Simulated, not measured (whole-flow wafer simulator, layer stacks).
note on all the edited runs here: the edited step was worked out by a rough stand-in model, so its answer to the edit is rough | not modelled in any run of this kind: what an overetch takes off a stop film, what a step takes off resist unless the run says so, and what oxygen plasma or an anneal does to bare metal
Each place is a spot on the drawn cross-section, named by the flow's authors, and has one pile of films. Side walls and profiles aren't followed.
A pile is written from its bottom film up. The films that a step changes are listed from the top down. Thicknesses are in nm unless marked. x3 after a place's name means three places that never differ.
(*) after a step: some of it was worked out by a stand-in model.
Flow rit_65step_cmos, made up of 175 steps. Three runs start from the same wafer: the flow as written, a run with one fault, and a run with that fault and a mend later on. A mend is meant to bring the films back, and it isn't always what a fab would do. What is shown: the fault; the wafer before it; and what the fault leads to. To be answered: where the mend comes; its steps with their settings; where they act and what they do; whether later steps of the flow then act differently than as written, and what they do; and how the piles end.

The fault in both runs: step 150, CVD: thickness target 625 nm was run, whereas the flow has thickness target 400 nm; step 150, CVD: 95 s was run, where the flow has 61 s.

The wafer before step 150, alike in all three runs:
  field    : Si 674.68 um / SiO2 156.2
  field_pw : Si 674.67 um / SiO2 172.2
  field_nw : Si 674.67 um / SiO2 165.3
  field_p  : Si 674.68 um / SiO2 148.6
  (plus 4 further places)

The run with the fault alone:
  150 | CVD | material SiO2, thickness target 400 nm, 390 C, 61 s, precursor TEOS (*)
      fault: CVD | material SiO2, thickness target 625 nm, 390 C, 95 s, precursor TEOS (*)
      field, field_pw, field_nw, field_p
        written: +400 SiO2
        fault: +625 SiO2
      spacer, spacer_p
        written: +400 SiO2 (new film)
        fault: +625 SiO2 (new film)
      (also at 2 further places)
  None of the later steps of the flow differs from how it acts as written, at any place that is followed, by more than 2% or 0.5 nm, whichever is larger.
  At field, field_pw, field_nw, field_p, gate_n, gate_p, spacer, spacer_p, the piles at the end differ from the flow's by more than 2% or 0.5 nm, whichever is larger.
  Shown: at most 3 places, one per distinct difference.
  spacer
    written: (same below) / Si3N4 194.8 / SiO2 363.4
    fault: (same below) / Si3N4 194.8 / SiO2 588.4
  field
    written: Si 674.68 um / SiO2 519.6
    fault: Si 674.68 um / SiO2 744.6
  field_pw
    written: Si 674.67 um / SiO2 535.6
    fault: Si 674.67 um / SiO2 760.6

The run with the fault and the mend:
  The mend stands after step 151.
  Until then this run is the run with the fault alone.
  151a | ETCH | chemistry boe, depth target 227.6 nm
      field, field_pw, field_nw, field_p, gate_n, gate_p, spacer, spacer_p
        -227.6 SiO2
  None of the later steps of the flow differs from how it acts as written, at any place that is followed, by more than 2% or 0.5 nm, whichever is larger.
  At the end the piles are close to the flow's at the places that both follow, differing by at most 2% or 0.5 nm, whichever is larger.
